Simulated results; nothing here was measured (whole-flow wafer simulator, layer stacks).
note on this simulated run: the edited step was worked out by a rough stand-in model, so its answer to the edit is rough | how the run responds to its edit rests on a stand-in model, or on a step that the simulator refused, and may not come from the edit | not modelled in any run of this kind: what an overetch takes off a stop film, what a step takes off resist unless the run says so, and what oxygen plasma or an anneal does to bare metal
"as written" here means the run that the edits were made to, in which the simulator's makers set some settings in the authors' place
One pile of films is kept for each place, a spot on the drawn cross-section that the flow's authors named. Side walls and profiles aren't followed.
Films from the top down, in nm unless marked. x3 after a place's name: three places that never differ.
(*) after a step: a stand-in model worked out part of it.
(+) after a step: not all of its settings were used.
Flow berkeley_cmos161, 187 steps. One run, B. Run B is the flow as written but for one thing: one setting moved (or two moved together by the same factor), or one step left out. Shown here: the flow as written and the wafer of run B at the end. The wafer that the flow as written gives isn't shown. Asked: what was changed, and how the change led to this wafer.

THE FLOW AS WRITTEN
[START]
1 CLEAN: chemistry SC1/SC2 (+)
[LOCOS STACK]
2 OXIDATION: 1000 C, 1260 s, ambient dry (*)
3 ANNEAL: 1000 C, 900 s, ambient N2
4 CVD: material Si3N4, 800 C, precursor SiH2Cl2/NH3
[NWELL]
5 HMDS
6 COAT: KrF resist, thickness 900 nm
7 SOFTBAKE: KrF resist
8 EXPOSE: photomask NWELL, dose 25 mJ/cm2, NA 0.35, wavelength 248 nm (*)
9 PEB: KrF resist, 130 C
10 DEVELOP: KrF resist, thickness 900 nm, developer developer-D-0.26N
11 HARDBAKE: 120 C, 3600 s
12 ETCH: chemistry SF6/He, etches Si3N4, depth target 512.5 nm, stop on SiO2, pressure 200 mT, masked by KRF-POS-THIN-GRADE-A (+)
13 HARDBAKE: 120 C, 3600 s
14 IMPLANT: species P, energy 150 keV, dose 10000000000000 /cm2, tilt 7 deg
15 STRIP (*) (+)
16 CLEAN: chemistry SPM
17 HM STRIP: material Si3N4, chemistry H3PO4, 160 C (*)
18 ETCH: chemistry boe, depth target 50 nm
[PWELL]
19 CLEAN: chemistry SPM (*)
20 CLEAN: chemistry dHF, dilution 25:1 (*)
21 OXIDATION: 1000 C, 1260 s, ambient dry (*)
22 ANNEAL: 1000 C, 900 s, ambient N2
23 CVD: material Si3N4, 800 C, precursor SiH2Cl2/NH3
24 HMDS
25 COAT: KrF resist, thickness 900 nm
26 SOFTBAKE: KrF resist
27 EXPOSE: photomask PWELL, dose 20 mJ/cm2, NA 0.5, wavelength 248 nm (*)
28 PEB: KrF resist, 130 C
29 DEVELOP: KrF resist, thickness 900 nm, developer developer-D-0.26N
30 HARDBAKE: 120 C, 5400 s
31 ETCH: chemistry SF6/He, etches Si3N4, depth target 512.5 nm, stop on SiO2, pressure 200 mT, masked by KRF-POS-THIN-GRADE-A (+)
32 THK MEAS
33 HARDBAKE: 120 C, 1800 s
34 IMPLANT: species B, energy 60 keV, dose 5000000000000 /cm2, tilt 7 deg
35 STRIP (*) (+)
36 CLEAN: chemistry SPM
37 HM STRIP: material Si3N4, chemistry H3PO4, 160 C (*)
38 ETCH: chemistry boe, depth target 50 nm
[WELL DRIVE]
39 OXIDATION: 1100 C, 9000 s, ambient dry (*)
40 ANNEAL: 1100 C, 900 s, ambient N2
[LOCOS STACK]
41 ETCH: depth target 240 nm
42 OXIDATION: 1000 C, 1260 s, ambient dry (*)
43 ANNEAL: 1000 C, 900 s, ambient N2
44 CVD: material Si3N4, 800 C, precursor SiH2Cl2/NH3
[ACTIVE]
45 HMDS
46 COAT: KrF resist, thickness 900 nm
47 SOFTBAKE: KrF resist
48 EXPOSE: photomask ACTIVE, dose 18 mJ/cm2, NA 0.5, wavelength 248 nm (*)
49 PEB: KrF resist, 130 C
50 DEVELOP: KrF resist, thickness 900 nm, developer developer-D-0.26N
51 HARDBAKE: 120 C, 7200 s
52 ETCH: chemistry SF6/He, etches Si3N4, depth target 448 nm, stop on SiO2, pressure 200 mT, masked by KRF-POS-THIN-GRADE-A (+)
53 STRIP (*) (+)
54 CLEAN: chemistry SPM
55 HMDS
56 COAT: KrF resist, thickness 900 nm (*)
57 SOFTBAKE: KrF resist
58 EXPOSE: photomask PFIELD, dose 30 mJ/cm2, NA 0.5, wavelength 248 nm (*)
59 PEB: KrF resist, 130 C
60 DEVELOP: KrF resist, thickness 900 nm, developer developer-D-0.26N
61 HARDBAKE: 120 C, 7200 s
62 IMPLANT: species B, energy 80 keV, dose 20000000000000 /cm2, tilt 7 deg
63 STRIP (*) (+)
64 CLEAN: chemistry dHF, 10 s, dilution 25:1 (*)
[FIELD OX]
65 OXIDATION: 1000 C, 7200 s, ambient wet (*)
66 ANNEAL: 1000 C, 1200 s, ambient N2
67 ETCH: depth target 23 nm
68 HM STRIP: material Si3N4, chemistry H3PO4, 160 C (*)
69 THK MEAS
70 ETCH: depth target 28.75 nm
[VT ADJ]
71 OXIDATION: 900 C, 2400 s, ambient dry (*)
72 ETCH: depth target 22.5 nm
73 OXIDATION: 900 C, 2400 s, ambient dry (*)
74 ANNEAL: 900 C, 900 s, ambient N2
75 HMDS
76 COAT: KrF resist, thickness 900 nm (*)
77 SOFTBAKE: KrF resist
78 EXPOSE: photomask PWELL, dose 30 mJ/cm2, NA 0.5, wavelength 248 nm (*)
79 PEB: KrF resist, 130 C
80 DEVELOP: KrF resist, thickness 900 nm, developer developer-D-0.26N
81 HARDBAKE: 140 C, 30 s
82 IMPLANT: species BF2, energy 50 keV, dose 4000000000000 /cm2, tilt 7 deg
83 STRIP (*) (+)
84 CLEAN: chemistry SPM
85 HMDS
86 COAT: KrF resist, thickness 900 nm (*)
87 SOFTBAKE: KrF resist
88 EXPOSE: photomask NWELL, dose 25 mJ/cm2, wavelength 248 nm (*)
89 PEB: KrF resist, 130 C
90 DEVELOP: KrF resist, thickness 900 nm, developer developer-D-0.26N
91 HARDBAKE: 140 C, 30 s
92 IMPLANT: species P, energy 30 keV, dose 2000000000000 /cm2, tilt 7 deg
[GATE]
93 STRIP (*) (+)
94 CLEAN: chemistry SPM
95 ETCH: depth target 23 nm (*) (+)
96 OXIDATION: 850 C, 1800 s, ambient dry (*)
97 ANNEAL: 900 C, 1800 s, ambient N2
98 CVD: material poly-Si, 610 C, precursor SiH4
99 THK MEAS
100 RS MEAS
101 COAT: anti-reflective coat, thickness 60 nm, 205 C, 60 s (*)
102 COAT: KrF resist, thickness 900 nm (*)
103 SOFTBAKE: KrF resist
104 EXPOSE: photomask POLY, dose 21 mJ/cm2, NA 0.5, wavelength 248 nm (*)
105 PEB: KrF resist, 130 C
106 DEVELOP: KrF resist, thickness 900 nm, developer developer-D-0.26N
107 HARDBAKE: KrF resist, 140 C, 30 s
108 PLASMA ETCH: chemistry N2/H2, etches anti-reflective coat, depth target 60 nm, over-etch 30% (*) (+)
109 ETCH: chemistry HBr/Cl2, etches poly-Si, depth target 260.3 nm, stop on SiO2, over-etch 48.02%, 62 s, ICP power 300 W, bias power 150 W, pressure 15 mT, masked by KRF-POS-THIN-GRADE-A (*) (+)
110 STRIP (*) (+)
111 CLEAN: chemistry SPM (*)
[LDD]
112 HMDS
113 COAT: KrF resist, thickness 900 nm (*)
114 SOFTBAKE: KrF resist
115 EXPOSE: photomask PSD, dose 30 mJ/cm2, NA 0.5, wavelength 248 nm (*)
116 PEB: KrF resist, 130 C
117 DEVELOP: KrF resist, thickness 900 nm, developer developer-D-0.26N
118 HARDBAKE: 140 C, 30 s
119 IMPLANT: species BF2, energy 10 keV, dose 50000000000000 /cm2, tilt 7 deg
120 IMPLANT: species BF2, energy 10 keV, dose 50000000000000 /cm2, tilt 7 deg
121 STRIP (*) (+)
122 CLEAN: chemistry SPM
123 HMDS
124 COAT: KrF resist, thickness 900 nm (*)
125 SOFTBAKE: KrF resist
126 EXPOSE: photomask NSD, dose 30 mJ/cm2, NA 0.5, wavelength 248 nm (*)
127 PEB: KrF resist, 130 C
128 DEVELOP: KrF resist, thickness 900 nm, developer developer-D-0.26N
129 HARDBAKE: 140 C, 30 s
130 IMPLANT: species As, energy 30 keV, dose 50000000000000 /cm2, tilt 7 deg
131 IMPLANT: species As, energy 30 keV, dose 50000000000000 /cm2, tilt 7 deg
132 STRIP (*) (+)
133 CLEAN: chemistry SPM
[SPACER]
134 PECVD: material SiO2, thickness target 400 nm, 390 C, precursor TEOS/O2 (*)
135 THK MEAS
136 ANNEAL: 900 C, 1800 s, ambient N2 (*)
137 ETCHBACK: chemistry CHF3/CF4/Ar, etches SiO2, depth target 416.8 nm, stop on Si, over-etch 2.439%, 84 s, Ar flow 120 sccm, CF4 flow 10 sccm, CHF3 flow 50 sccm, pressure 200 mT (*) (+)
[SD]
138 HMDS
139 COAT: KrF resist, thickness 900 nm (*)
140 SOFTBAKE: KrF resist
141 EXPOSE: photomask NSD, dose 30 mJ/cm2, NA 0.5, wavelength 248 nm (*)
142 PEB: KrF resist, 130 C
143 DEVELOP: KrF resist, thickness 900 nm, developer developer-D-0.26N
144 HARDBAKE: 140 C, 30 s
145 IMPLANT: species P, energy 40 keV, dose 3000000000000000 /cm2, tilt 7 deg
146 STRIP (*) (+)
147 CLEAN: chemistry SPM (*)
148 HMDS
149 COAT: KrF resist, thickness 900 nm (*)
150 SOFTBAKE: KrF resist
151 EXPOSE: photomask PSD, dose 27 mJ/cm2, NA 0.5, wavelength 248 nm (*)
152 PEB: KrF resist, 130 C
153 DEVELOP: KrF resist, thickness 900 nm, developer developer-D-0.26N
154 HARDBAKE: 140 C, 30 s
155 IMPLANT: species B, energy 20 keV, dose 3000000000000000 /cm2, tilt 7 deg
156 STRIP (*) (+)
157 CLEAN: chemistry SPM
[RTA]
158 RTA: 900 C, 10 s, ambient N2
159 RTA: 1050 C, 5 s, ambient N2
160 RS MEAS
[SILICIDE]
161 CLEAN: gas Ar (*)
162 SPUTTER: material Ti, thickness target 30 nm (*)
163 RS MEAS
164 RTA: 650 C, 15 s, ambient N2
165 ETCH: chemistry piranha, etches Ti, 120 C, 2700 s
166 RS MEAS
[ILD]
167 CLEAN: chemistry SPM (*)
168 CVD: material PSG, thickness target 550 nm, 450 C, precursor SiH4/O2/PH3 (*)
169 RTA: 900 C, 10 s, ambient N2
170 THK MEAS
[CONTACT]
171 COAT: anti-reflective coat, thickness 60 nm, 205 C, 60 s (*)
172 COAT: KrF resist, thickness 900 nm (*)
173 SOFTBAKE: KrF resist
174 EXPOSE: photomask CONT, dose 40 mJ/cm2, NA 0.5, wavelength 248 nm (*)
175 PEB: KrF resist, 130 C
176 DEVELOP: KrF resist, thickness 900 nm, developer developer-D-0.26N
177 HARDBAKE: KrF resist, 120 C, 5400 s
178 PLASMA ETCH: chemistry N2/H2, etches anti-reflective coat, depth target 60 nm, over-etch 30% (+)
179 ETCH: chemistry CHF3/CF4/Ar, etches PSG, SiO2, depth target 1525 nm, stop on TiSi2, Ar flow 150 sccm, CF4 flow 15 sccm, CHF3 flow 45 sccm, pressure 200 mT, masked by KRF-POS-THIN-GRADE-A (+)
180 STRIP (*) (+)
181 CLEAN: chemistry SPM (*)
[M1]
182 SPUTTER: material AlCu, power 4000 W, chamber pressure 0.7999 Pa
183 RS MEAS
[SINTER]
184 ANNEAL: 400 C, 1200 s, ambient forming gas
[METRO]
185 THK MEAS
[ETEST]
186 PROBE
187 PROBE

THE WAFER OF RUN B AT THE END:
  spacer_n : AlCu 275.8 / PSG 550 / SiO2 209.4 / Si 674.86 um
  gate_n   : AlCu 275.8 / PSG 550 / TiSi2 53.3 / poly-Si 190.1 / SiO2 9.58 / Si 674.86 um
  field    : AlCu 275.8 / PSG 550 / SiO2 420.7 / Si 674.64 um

The cause: step 95, ETCH: depth target 10.72 nm was run, where the flow has depth target 23 nm.

How the change led to this, step by step:
  95 ETCH: depth target 23 nm (*) (+)
      sd_n, spacer_n, gate_n, sd_p, spacer_p, gate_p, contact, m1: SiO2 -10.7 (as written it would be: SiO2 -14.9 (all of it))
      field: SiO2 -10.7 (as written it would be: SiO2 -23)
  96 OXIDATION: 850 C, 1800 s, ambient dry (*)
      sd_n, spacer_n, gate_n, sd_p, spacer_p, gate_p, contact, m1: SiO2 +5.35, Si -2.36 (as written it would be: SiO2 +7.48 (new film), Si -3.29)
  101 COAT: anti-reflective coat, thickness 60 nm, 205 C, 60 s (*)
      sd_n: anti-reflective coat +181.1 (new film) (as written it would be: anti-reflective coat +173.5 (new film))
      spacer_n: anti-reflective coat +27 (new film) (as written it would be: anti-reflective coat +28.7 (new film))
      (and at 4 more places)
  108 PLASMA ETCH: chemistry N2/H2, etches anti-reflective coat, depth target 60 nm, over-etch 30% (*) (+)
      sd_n: anti-reflective coat -181.1 (all of it), poly-Si -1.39 (as written it would be: anti-reflective coat -173.5 (all of it), poly-Si -1.33)
      spacer_n: anti-reflective coat -27 (all of it), poly-Si -5.35 (as written it would be: anti-reflective coat -28.7 (all of it), poly-Si -5.05)
      (and at 2 more places)
  110 STRIP (*) (+)
      gate_n: chemical SiO2 +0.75 (new film), KrF resist -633 (all of it), anti-reflective coat -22 (all of it), poly-Si -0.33 (as written it would be: chemical SiO2 +0.75 (new film), KrF resist -626.8 (all of it), anti-reflective coat -23.7 (all of it), poly-Si -0.33)
      gate_p: chemical SiO2 +0.75 (new film), KrF resist -601.8 (all of it), anti-reflective coat -27 (all of it), poly-Si -0.33 (as written it would be: chemical SiO2 +0.75 (new film), KrF resist -598.2 (all of it), anti-reflective coat -27.9 (all of it), poly-Si -0.33)
  171 COAT: anti-reflective coat, thickness 60 nm, 205 C, 60 s (*)
      sd_n: anti-reflective coat +159.1 (new film) (as written it would be: anti-reflective coat +149.7 (new film))
      m1: anti-reflective coat +101 (new film) (as written it would be: anti-reflective coat +97.8 (new film))
  180 STRIP (*) (+)
      sd_n: KrF resist -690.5 (all of it), anti-reflective coat -159.1 (all of it) (as written it would be: KrF resist -692.5 (all of it), anti-reflective coat -149.7 (all of it))
      m1: KrF resist -743.7 (all of it), anti-reflective coat -101 (all of it) (as written it would be: KrF resist -739.9 (all of it), anti-reflective coat -97.8 (all of it))
